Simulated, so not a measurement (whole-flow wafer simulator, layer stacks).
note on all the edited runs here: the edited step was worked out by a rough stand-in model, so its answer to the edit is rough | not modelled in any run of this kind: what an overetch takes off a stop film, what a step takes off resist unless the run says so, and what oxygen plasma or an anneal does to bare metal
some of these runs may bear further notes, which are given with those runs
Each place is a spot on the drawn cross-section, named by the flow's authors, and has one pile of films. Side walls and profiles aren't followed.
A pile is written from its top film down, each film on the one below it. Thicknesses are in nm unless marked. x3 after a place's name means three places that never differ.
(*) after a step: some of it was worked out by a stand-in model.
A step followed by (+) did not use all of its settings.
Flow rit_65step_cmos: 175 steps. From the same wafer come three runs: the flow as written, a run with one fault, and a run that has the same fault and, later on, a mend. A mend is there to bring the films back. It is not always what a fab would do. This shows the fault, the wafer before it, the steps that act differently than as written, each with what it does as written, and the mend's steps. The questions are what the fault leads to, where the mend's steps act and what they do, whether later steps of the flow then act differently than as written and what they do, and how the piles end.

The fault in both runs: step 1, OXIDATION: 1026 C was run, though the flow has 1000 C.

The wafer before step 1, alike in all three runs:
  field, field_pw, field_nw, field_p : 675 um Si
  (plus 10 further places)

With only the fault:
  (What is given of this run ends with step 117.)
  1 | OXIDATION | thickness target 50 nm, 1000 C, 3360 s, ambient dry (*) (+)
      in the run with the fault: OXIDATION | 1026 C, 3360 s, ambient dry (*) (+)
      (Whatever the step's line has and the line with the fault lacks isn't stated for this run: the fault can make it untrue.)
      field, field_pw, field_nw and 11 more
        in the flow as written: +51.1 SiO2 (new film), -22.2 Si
        in the run with the fault: +65.1 SiO2 (new film), -28.4 Si
  Steps later in the flow that act otherwise than as written (not shown: 35 more steps that differ only slightly, by at most 2% or 0.5 nm, whichever is larger):
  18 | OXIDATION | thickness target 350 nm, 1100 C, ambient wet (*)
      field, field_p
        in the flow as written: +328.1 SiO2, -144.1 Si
        in the run with the fault: +318.1 SiO2, -139.7 Si
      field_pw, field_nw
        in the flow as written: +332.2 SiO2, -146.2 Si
        in the run with the fault: +322 SiO2, -141.7 Si
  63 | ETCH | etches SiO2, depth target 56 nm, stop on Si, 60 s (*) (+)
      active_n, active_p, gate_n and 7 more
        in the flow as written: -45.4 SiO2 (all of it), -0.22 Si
        in the run with the fault: -56 SiO2
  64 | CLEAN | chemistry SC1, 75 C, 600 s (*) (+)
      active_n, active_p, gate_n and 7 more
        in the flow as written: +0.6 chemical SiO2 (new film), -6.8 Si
        in the run with the fault: -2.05 SiO2
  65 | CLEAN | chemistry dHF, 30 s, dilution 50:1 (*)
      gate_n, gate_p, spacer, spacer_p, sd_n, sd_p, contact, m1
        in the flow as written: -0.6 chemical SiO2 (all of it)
        in the run with the fault: -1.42 SiO2 (all of it)
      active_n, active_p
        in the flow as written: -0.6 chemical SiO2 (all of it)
        in the run with the fault: -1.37 SiO2 (all of it)
  After step 117 the piles are close to the flow's at the places that both follow, differing by at most 2% or 0.5 nm, whichever is larger.

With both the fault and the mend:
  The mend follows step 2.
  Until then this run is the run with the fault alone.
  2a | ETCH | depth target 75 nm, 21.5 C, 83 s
      field, field_pw, field_nw and 11 more
        -65.1 SiO2 (all of it)
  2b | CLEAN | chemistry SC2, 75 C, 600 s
      field, field_pw, field_nw and 11 more
        +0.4 chemical SiO2 (new film), -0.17 Si
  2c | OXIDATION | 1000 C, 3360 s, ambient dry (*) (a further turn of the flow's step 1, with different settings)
      field, field_pw, field_nw and 11 more
        +51 SiO2 (new film), -0.4 chemical SiO2 (all of it), -22.3 Si
  Steps later in the flow that act otherwise than as written (not shown: 17 more steps that differ only slightly, by at most 2% or 0.5 nm, whichever is larger):
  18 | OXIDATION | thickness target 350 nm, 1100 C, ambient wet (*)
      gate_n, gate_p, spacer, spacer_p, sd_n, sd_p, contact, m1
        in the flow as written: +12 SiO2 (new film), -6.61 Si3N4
        in the run with the mend: +12 SiO2 (new film), -6.61 Si3N4, +0.03 SiO2
  At the end the piles are close to the flow's at the places that both follow, differing by at most 2% or 0.5 nm, whichever is larger.
